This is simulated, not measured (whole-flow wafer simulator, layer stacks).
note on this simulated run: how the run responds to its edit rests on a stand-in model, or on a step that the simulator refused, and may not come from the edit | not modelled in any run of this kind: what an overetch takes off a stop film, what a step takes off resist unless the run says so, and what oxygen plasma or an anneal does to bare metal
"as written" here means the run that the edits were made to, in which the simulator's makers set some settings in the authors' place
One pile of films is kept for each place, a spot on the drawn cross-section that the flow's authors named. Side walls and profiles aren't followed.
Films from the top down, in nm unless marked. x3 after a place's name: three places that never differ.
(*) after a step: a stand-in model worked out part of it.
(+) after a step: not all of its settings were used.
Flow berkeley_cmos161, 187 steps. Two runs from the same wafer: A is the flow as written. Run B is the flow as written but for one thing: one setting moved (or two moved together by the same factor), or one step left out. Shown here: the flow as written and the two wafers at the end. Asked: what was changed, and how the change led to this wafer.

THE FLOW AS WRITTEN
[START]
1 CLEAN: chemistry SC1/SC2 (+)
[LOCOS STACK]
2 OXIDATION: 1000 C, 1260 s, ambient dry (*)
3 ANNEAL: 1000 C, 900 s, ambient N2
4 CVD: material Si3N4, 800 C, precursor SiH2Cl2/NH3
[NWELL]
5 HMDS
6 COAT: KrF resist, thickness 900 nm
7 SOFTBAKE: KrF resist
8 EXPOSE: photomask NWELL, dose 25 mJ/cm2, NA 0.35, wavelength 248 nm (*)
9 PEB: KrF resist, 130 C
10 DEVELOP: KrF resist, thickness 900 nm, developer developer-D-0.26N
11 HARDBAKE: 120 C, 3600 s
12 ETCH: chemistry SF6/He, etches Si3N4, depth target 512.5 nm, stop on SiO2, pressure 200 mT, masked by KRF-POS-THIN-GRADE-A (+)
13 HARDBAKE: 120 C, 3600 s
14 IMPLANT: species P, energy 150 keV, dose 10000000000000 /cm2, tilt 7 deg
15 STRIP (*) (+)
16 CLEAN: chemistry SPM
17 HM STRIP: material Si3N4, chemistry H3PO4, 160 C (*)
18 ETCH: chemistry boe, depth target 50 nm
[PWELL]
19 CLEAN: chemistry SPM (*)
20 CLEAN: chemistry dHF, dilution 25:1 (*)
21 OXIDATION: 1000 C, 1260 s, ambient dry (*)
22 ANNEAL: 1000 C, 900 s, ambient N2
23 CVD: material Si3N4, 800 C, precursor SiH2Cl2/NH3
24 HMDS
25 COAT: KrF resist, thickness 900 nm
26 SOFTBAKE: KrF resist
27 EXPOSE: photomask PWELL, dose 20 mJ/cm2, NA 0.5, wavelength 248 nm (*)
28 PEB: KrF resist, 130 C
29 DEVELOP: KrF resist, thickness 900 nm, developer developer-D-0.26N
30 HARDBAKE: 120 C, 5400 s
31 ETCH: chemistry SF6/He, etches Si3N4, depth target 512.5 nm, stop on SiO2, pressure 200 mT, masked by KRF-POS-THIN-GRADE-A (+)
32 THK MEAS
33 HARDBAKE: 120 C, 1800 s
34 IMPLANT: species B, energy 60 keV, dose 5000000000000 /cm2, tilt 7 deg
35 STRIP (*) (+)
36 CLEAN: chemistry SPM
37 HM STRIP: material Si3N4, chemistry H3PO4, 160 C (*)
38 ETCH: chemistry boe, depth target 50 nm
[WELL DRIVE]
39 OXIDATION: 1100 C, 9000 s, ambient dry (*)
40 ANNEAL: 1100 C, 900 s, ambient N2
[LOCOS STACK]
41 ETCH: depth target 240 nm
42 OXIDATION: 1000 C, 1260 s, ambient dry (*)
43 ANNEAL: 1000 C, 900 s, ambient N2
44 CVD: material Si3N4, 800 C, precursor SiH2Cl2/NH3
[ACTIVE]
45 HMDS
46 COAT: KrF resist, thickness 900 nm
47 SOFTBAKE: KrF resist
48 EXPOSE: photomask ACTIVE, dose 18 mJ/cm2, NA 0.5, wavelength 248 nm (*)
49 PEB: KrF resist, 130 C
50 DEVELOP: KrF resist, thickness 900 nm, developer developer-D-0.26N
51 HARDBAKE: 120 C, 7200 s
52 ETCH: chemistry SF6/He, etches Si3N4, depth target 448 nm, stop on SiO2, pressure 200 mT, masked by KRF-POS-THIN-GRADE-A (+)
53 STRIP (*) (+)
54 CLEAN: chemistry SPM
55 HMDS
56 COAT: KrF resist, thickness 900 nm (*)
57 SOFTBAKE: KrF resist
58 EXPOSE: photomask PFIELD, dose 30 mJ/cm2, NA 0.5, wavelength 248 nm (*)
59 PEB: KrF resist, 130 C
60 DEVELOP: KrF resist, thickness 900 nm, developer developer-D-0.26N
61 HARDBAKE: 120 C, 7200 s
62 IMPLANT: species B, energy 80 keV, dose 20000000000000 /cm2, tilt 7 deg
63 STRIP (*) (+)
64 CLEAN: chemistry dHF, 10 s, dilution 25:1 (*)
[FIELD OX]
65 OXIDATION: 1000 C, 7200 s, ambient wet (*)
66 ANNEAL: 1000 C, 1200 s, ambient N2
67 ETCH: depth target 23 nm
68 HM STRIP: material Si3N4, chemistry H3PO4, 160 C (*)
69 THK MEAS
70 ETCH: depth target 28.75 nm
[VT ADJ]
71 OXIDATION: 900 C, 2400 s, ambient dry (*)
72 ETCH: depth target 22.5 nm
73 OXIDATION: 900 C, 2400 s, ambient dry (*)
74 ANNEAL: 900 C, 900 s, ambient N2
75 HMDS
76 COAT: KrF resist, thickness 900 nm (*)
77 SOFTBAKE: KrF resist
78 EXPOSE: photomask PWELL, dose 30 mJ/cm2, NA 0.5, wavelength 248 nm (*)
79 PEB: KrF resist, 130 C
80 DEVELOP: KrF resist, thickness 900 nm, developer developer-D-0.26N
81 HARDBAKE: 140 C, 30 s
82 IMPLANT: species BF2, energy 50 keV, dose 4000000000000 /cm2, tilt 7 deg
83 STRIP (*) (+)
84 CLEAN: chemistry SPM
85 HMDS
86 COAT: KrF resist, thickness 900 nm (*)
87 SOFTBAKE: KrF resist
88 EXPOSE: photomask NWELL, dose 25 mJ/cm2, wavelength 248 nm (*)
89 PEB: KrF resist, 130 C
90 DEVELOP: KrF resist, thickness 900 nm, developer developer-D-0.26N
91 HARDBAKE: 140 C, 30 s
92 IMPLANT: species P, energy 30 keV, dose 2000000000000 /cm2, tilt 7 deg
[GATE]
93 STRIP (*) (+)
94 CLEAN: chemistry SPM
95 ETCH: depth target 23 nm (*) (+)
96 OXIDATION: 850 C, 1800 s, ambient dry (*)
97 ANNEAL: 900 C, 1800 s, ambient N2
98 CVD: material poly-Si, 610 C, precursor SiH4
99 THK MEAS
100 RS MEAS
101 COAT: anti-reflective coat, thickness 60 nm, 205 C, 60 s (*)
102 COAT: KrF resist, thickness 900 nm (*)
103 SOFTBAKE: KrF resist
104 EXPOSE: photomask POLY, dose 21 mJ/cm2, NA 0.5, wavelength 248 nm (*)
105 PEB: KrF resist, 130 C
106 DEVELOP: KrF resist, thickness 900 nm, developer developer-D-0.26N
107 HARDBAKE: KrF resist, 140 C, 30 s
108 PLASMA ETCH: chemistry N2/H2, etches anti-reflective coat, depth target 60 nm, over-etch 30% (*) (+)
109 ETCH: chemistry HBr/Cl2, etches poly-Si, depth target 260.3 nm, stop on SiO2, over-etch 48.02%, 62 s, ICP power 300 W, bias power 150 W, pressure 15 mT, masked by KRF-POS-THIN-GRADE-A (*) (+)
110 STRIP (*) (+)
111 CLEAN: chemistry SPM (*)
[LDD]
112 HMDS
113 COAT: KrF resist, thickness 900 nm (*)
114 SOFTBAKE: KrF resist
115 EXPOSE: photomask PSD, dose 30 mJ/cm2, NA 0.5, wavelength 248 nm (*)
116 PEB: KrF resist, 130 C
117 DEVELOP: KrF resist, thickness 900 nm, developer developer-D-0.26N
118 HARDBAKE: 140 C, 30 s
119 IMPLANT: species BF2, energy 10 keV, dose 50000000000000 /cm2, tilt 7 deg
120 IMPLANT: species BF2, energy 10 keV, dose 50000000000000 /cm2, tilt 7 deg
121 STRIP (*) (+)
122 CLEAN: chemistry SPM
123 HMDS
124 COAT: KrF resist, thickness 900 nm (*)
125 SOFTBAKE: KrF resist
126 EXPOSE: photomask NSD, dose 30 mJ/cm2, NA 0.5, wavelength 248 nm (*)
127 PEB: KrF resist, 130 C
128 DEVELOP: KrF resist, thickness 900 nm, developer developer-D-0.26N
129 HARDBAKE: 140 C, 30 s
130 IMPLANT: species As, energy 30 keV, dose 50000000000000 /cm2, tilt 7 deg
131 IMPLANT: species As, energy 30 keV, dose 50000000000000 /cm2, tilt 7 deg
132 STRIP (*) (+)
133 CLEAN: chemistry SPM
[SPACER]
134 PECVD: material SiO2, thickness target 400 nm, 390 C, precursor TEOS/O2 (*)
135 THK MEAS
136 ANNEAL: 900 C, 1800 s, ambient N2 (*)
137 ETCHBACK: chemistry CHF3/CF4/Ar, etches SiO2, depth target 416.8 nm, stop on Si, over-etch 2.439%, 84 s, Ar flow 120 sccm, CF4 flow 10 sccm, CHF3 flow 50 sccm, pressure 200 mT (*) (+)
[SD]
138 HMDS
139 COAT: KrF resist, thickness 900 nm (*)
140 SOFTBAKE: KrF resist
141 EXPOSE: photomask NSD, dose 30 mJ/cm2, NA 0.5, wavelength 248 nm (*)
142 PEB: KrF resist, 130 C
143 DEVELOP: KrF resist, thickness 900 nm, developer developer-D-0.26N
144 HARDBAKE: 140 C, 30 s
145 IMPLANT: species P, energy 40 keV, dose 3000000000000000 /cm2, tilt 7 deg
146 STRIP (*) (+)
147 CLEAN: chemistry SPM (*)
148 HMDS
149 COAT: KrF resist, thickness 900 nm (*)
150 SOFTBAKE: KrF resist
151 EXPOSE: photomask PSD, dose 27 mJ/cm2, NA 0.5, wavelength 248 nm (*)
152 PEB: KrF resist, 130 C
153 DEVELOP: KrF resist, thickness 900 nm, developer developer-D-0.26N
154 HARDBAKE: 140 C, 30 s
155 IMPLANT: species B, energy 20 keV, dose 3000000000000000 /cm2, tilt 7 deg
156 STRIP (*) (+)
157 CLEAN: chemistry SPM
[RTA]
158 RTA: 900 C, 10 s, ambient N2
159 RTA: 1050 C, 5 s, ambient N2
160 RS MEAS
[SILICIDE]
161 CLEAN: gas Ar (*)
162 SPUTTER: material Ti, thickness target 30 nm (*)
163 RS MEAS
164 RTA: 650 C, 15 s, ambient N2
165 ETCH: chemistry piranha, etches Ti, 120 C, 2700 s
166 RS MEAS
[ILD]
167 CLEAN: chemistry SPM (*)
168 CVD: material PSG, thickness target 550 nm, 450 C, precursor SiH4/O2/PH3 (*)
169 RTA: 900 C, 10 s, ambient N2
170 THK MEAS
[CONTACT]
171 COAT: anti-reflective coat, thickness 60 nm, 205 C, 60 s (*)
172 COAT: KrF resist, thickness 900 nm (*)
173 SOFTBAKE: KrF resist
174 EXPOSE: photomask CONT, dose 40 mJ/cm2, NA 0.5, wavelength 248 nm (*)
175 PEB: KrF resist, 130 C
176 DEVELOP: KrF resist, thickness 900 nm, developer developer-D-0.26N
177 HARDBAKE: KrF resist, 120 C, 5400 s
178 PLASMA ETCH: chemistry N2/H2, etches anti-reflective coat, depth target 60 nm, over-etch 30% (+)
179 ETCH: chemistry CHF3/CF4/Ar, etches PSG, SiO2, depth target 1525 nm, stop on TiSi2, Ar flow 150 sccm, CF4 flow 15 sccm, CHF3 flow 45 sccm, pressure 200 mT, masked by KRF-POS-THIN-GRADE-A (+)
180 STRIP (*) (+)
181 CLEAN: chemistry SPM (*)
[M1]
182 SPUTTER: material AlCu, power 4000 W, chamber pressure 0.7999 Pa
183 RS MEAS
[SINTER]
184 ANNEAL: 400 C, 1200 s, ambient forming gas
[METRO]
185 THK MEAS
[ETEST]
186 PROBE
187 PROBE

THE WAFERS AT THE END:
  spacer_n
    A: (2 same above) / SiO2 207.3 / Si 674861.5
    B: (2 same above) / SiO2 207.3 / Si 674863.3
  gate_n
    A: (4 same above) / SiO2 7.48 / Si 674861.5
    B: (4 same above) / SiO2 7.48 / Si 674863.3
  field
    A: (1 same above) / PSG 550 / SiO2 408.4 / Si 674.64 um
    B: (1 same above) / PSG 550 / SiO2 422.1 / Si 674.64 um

The cause: step 72, ETCH: depth target 8.707 nm was run, where the flow has depth target 22.5 nm.

How the change led to this, step by step:
  72 ETCH: depth target 22.5 nm
      sd_n, spacer_n, gate_n, sd_p, spacer_p, gate_p, contact, m1: A SiO2 -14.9 (all of it) | B SiO2 -8.71
      field: A SiO2 -22.5 | B SiO2 -8.71
  73 OXIDATION: 900 C, 2400 s, ambient dry (*)
      sd_n, spacer_n, gate_n, sd_p, spacer_p, gate_p, contact, m1: A SiO2 +14.9 (new film), Si -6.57 | B SiO2 +10.9, Si -4.77
  95 ETCH: depth target 23 nm (*) (+)
      sd_n, spacer_n, gate_n, sd_p, spacer_p, gate_p, contact, m1: A SiO2 -14.9 (all of it) | B SiO2 -17.1 (all of it)
  101 COAT: anti-reflective coat, thickness 60 nm, 205 C, 60 s (*)
      sd_n: A anti-reflective coat +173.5 (new film) | B anti-reflective coat +182.9 (new film)
      spacer_n: A anti-reflective coat +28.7 (new film) | B anti-reflective coat +26.5 (new film)
      (and at 4 more places)
  108 PLASMA ETCH: chemistry N2/H2, etches anti-reflective coat, depth target 60 nm, over-etch 30% (*) (+)
      sd_n: A anti-reflective coat -173.5 (all of it), poly-Si -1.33 | B anti-reflective coat -182.9 (all of it), poly-Si -1.41
      spacer_n: A anti-reflective coat -28.7 (all of it), poly-Si -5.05 | B anti-reflective coat -26.5 (all of it), poly-Si -5.42
      (and at 2 more places)
  110 STRIP (*) (+)
      gate_n: A chemical SiO2 +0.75 (new film), KrF resist -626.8 (all of it), anti-reflective coat -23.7 (all of it), poly-Si -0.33 | B chemical SiO2 +0.75 (new film), KrF resist -634.6 (all of it), anti-reflective coat -21.5 (all of it), poly-Si -0.33
      gate_p: A chemical SiO2 +0.75 (new film), KrF resist -598.2 (all of it), anti-reflective coat -27.9 (all of it), poly-Si -0.33 | B chemical SiO2 +0.75 (new film), KrF resist -602.8 (all of it), anti-reflective coat -26.8 (all of it), poly-Si -0.33
  171 COAT: anti-reflective coat, thickness 60 nm, 205 C, 60 s (*)
      sd_n: A anti-reflective coat +149.7 (new film) | B anti-reflective coat +159.7 (new film)
      m1: A anti-reflective coat +97.8 (new film) | B anti-reflective coat +100.8 (new film)
  180 STRIP (*) (+)
      sd_n: A KrF resist -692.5 (all of it), anti-reflective coat -149.7 (all of it) | B KrF resist -690.3 (all of it), anti-reflective coat -159.7 (all of it)
      m1: A KrF resist -739.9 (all of it), anti-reflective coat -97.8 (all of it) | B KrF resist -744.2 (all of it), anti-reflective coat -100.8 (all of it)
